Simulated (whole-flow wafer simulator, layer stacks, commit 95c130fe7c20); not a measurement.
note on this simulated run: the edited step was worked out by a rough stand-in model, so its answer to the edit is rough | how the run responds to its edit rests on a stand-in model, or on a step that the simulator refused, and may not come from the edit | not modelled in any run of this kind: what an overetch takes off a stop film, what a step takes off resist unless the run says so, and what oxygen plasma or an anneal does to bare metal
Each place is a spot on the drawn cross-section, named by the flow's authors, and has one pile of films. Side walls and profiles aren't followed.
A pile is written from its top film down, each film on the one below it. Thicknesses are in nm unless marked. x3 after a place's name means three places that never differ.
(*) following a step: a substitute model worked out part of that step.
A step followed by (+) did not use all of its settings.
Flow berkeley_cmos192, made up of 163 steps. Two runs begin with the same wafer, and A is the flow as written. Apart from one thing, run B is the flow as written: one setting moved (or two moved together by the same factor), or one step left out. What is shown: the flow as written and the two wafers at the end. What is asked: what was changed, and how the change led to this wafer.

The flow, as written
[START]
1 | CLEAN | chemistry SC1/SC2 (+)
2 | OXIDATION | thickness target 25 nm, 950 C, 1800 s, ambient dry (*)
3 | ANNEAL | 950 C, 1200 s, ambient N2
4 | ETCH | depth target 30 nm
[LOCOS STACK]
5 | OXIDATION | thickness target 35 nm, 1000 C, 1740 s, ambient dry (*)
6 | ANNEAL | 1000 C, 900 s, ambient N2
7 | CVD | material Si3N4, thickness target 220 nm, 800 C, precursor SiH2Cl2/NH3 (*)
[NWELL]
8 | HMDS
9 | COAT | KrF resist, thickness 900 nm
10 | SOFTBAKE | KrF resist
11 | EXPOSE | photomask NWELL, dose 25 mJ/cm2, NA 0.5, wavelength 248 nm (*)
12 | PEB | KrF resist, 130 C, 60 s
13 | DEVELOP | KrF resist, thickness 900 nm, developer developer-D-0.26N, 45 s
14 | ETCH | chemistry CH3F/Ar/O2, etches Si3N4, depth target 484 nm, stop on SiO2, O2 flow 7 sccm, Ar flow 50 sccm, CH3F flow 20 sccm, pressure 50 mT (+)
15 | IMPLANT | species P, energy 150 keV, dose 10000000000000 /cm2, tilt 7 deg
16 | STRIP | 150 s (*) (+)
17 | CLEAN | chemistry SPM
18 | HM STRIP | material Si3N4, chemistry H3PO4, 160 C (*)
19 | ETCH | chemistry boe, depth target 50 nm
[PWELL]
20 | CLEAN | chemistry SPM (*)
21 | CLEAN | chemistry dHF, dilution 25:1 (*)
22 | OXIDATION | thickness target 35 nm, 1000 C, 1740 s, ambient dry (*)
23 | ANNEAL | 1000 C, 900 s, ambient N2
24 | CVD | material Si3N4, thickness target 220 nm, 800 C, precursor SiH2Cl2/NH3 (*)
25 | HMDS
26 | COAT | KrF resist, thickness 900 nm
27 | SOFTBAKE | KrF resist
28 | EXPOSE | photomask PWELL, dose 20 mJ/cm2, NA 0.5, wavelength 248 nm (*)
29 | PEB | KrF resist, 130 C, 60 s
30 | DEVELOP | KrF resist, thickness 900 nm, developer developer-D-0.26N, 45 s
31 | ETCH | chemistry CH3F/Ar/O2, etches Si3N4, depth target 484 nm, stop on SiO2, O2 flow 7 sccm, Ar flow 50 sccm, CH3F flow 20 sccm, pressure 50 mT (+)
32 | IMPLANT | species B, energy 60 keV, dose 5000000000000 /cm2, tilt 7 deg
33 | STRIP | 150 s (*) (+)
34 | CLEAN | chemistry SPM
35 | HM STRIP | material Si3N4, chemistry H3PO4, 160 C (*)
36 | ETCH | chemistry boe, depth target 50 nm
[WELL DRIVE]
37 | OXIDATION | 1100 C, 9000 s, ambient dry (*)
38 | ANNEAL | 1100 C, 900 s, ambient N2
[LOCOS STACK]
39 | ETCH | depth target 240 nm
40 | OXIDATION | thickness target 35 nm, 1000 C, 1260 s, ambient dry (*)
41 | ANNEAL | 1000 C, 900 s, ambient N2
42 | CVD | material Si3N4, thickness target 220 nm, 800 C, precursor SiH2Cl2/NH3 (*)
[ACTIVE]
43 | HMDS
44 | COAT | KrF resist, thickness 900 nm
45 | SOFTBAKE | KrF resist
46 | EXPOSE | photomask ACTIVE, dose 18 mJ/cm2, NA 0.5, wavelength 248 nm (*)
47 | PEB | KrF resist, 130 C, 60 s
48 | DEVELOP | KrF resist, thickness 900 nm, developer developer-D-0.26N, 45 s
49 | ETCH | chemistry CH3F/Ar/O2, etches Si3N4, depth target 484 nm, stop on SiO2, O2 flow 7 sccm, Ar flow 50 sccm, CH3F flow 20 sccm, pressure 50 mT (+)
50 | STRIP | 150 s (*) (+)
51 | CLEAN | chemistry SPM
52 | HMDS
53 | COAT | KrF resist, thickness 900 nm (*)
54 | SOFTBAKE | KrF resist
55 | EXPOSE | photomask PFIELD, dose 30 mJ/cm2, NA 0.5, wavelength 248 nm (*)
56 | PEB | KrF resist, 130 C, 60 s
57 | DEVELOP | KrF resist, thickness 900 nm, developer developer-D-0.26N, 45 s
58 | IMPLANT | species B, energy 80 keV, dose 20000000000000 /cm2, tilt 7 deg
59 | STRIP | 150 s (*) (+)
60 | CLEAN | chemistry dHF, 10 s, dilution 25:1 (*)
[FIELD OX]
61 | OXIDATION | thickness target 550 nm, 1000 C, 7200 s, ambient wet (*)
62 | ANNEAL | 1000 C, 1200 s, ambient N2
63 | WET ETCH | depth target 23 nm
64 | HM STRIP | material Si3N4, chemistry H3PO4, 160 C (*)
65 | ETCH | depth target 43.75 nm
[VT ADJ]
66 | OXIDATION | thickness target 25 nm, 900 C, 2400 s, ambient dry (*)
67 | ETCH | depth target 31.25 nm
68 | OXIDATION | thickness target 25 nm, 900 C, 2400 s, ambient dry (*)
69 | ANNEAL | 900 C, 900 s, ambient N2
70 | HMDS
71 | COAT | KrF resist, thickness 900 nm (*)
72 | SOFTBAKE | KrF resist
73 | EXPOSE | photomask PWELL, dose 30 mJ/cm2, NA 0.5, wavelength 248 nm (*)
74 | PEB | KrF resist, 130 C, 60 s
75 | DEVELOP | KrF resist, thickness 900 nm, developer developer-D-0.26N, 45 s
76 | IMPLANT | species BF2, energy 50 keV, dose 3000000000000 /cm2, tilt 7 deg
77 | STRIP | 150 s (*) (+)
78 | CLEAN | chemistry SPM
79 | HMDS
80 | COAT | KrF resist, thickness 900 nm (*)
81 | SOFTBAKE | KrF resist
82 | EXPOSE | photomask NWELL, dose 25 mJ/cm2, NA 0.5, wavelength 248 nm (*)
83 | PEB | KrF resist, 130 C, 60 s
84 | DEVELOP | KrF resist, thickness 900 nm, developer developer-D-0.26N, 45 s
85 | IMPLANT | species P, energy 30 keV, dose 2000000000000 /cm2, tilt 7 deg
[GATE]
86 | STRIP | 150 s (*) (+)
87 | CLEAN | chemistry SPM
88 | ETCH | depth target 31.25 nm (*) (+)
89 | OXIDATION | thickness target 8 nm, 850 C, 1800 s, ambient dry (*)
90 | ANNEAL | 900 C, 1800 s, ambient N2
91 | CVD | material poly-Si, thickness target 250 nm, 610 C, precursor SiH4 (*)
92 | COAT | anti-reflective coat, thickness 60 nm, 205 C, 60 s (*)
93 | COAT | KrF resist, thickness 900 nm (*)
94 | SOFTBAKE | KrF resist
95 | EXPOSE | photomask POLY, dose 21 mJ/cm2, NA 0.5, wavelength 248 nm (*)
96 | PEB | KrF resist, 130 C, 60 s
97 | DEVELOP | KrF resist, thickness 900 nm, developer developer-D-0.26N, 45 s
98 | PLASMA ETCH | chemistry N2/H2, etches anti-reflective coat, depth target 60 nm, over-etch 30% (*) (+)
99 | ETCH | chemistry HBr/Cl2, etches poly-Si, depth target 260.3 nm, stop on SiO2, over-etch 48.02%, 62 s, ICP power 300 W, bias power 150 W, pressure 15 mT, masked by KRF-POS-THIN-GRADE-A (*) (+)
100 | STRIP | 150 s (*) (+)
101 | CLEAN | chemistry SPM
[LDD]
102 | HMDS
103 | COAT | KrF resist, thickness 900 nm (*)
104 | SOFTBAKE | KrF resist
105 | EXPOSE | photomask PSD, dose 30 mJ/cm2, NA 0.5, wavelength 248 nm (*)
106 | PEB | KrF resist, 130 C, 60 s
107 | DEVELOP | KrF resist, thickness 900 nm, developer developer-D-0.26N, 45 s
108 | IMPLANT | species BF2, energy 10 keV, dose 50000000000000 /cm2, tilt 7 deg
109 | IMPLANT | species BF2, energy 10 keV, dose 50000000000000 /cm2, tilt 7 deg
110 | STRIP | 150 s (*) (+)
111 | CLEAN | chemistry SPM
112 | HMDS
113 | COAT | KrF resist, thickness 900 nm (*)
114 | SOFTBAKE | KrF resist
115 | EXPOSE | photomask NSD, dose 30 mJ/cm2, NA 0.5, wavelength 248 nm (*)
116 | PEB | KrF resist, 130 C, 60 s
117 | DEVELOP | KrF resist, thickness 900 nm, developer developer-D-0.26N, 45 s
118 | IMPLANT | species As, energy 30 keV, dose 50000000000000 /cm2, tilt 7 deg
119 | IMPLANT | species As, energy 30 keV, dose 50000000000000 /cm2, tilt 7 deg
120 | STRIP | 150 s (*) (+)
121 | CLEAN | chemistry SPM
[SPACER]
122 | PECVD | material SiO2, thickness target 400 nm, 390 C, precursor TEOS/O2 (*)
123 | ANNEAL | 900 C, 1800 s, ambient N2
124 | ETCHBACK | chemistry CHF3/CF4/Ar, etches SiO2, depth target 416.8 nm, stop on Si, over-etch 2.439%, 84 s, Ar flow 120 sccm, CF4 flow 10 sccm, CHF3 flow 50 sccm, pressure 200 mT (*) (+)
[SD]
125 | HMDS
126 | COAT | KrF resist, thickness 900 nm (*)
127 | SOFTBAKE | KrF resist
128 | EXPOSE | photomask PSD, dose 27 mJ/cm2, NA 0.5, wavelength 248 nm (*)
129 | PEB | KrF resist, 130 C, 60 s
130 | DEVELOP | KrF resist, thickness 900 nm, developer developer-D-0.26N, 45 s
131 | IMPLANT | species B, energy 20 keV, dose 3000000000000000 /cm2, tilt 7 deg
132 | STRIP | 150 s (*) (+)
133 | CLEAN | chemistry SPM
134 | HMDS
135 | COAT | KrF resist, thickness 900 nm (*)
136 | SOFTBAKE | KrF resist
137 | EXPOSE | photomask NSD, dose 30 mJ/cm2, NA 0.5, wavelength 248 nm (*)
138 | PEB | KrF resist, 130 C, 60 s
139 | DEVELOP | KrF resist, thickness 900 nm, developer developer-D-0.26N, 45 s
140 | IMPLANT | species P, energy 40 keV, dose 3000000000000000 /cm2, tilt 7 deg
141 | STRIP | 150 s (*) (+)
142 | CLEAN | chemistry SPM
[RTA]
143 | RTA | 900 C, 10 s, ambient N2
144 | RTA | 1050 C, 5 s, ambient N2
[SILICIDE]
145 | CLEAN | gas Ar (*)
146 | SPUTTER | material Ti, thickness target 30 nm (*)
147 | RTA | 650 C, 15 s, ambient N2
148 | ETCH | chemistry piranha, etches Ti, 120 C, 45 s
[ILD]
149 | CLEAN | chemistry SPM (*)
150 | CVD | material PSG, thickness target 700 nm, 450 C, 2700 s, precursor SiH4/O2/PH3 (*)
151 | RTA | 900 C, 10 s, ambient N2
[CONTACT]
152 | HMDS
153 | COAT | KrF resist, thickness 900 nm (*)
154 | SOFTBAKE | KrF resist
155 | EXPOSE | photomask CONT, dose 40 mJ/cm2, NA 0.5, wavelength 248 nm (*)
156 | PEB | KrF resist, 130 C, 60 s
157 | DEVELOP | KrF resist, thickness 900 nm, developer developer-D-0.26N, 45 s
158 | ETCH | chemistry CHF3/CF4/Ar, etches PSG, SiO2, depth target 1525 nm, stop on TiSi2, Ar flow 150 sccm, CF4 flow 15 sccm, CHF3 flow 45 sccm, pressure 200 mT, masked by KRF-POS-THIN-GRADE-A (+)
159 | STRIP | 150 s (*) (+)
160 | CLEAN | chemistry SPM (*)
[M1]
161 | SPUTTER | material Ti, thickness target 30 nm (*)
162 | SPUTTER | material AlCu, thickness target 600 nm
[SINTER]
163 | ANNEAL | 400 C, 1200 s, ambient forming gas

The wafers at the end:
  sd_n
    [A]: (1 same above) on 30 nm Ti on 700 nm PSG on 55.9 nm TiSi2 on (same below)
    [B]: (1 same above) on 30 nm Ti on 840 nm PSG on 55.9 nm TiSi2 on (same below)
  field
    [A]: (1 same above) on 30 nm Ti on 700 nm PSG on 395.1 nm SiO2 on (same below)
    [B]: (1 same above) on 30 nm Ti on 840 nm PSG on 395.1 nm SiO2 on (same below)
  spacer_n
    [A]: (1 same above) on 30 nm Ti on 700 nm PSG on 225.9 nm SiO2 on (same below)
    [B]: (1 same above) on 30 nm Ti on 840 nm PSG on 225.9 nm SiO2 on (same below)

What caused this: step 150, CVD: thickness target 840 nm was run, though the flow has thickness target 700 nm.
One can read it off the wafer: sd_n has PSG 840, and step 150 as written asks for 700 nm.

Step by step, how the change led to this:
  150 | CVD | material PSG, thickness target 700 nm, 450 C, 2700 s, precursor SiH4/O2/PH3 (*)
      field, sd_n, spacer_n, gate, spacer_p, gate_p, contact, m1: A PSG gains 700 (new film) | B PSG gains 840 (new film)
      sd_p: A PSG gains 665.5 (new film) | B PSG gains 796 (new film)
  158 | ETCH | chemistry CHF3/CF4/Ar, etches PSG, SiO2, depth target 1525 nm, stop on TiSi2, Ar flow 150 sccm, CF4 flow 15 sccm, CHF3 flow 45 sccm, pressure 200 mT, masked by KRF-POS-THIN-GRADE-A (+)
      field, sd_n, spacer_n, gate, sd_p, spacer_p, gate_p, m1: A KrF resist loses 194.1 | B KrF resist loses 229.1
      contact: A PSG loses 700 (all of it), TiSi2 loses 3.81 | B PSG loses 840 (all of it), TiSi2 loses 3.81
  159 | STRIP | 150 s (*) (+)
      field: A KrF resist loses 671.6 (all of it) | B KrF resist loses 638.2 (all of it)
      sd_n: A KrF resist loses 792.3 (all of it) | B KrF resist loses 758 (all of it)
      (also at 6 further places)
  161 | SPUTTER | material Ti, thickness target 30 nm (*)
      contact: A Ti gains 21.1 (new film) | B Ti gains 19.5 (new film)
  162 | SPUTTER | material AlCu, thickness target 600 nm
      contact: A AlCu gains 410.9 (new film) | B AlCu gains 377.7 (new film)
